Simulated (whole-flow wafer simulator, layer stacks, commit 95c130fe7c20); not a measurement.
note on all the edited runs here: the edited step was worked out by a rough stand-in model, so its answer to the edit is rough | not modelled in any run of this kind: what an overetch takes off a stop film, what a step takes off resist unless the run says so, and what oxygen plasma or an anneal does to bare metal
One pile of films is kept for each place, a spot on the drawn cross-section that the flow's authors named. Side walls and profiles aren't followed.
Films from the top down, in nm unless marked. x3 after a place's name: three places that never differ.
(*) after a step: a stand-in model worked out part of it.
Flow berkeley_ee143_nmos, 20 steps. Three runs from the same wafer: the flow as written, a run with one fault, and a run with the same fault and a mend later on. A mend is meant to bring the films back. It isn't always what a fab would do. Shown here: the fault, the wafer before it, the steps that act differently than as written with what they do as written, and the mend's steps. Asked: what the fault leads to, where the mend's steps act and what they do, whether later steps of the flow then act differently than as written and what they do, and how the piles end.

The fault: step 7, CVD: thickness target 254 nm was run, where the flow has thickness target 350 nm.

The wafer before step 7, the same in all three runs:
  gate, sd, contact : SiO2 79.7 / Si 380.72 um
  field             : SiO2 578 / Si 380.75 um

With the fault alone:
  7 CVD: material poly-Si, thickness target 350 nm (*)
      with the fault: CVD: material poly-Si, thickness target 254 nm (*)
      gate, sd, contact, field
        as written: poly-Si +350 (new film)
        with the fault: poly-Si +254 (new film)
  Later steps of the flow that act differently than as written:
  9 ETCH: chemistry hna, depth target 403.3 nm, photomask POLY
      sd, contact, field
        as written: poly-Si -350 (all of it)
        with the fault: poly-Si -254 (all of it)
  At the end the piles differ from the flow's by more than 2% or 0.5 nm, whichever is larger, at gate.
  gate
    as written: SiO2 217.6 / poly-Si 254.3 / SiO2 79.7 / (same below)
    with the fault: SiO2 217.6 / poly-Si 158.3 / SiO2 79.7 / (same below)

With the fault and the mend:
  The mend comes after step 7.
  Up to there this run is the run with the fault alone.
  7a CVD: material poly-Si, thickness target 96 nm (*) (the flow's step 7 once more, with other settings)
      gate, sd, contact, field
        poly-Si +96
  No later step of the flow acts differently than as written, at any place that is followed, by more than 2% or 0.5 nm, whichever is larger.
  At the end the piles differ from the flow's only slightly at the places that both follow, by at most 2% or 0.5 nm, whichever is larger.
